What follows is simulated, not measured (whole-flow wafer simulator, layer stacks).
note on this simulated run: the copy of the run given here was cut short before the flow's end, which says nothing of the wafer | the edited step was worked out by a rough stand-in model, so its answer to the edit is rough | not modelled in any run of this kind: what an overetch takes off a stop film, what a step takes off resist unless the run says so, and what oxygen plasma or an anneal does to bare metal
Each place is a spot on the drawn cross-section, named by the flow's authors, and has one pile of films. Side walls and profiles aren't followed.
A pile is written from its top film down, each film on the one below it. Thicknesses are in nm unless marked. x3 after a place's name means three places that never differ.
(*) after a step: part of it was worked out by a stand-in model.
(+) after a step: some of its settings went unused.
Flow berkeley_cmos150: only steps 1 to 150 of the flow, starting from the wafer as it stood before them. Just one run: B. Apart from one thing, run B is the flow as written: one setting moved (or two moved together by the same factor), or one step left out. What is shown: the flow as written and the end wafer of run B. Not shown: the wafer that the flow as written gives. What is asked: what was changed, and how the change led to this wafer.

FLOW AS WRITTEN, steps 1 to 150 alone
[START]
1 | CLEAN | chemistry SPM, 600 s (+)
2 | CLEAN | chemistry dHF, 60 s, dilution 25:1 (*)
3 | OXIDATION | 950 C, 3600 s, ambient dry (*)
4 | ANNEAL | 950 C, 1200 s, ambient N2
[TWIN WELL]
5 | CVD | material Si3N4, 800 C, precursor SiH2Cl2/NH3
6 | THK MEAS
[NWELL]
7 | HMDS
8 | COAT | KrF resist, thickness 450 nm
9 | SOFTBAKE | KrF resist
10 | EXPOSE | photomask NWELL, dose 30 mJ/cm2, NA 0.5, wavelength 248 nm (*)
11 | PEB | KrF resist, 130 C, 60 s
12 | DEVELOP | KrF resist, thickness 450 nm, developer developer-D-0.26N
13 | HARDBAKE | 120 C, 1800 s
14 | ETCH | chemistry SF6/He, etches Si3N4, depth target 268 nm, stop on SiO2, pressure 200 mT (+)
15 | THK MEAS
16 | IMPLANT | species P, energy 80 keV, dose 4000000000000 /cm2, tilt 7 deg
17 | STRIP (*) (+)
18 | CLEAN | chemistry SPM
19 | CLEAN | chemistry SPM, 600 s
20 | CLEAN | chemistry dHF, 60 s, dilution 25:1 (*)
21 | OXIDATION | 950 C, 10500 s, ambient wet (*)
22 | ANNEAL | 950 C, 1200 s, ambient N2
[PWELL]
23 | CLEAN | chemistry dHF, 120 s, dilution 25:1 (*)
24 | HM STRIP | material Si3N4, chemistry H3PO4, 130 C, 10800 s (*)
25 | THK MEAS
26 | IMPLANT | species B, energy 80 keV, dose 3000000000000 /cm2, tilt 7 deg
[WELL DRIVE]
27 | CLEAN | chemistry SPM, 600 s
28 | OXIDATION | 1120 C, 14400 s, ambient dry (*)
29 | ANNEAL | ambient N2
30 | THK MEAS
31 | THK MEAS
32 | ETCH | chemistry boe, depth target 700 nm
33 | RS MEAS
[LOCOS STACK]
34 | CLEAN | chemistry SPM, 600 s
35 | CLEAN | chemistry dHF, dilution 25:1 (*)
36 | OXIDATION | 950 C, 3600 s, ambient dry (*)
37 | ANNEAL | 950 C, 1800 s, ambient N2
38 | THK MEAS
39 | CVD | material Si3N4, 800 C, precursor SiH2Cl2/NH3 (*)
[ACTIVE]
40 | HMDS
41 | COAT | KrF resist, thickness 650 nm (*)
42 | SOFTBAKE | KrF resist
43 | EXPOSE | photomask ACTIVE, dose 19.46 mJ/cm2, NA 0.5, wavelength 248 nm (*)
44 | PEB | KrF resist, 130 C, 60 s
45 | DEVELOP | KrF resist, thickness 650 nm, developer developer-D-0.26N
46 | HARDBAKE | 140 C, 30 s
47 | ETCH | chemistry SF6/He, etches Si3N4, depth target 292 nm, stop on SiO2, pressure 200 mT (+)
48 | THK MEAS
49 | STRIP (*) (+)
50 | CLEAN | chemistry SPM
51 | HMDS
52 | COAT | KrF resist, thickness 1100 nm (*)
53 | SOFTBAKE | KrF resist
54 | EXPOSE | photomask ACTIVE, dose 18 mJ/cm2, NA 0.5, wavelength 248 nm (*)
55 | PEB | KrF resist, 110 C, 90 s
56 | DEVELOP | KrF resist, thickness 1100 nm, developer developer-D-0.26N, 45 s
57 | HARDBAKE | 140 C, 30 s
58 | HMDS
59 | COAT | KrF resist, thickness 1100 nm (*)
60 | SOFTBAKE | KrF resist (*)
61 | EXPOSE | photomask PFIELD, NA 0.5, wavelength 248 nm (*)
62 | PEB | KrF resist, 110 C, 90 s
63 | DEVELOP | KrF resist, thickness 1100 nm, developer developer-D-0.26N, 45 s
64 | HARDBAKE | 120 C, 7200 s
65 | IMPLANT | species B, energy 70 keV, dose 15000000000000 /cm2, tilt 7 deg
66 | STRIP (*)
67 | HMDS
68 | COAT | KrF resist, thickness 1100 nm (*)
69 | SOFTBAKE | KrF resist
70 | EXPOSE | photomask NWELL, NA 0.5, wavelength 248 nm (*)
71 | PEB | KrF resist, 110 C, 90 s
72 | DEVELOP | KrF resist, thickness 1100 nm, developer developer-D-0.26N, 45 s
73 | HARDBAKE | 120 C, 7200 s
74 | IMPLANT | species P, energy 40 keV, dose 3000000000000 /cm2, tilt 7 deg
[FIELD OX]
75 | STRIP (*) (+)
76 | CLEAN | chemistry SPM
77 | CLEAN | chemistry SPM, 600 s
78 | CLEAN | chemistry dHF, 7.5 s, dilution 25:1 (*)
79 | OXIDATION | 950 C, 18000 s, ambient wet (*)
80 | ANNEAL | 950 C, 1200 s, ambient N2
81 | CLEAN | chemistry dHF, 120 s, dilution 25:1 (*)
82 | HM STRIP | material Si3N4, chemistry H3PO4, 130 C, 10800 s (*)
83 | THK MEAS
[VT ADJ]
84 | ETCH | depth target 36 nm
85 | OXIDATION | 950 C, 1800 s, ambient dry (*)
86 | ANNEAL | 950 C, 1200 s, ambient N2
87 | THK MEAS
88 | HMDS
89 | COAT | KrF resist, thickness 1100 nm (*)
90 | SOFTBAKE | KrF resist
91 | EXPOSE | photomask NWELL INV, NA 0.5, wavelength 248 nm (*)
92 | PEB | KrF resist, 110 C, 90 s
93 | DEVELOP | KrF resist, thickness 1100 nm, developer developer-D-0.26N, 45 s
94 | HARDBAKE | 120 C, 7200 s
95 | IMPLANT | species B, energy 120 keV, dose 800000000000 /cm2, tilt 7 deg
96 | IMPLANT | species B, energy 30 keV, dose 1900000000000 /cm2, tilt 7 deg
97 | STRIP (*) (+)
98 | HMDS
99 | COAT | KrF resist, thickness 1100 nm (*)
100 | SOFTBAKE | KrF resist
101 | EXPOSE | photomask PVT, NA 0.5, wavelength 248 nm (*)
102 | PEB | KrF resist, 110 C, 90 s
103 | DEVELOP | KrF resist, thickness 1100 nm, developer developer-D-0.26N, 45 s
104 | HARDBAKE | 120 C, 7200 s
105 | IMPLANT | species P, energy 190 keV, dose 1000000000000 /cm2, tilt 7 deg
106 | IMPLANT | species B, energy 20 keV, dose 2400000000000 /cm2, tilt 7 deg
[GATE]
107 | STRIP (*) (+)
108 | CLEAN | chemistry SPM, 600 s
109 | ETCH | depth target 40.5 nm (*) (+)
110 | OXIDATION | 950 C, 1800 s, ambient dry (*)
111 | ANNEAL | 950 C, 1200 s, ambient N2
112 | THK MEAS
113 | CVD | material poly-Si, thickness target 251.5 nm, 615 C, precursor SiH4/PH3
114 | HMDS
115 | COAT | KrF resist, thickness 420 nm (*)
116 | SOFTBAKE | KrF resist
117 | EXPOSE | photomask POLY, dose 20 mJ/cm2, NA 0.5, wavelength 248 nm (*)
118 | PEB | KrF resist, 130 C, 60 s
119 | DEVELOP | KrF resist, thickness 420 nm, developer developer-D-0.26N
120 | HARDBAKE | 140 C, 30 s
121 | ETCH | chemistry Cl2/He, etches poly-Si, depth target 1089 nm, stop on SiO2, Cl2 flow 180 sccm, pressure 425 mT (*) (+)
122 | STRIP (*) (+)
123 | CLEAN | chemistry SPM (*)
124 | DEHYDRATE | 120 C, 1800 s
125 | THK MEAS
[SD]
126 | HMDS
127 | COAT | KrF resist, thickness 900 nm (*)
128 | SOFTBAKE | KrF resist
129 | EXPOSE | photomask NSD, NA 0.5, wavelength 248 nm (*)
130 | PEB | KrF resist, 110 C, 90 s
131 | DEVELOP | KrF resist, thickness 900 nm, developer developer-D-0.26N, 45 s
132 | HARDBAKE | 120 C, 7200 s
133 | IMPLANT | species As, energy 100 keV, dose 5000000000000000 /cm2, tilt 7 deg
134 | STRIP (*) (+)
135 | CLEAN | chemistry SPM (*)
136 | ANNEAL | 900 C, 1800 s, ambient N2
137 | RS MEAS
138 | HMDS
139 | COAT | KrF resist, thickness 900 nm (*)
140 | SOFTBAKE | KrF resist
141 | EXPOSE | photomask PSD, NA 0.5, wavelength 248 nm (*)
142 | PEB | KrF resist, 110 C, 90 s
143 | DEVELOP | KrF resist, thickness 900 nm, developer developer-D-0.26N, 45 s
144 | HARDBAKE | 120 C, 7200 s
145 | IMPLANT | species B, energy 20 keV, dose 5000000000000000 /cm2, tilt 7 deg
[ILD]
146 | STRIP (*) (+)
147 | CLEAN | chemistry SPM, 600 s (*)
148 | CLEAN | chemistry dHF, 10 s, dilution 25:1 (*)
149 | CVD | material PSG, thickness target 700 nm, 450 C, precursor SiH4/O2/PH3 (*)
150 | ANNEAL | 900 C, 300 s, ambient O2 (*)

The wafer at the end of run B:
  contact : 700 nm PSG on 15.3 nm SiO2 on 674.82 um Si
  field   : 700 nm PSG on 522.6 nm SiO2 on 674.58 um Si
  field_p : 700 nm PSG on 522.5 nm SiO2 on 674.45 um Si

What caused this: step 28, OXIDATION: 17280 s was run, though the flow has 14400 s.

The path from the change to this, step by step:
  28 | OXIDATION | 1120 C, 14400 s, ambient dry (*)
      field, sd_n, gate_n, contact, m1: +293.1 SiO2, -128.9 Si (as written it would have been: +261.5 SiO2, -115.1 Si)
      field_p, sd_p, gate_p: +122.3 SiO2, -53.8 Si (as written it would have been: +103.6 SiO2, -45.6 Si)
  32 | ETCH | chemistry boe, depth target 700 nm
      field, sd_n, gate_n, contact, m1: -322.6 SiO2 (all of it) (as written it would have been: -291.1 SiO2 (all of it))
      field_p, sd_p, gate_p: -574.2 SiO2 (all of it) (as written it would have been: -555.5 SiO2 (all of it))
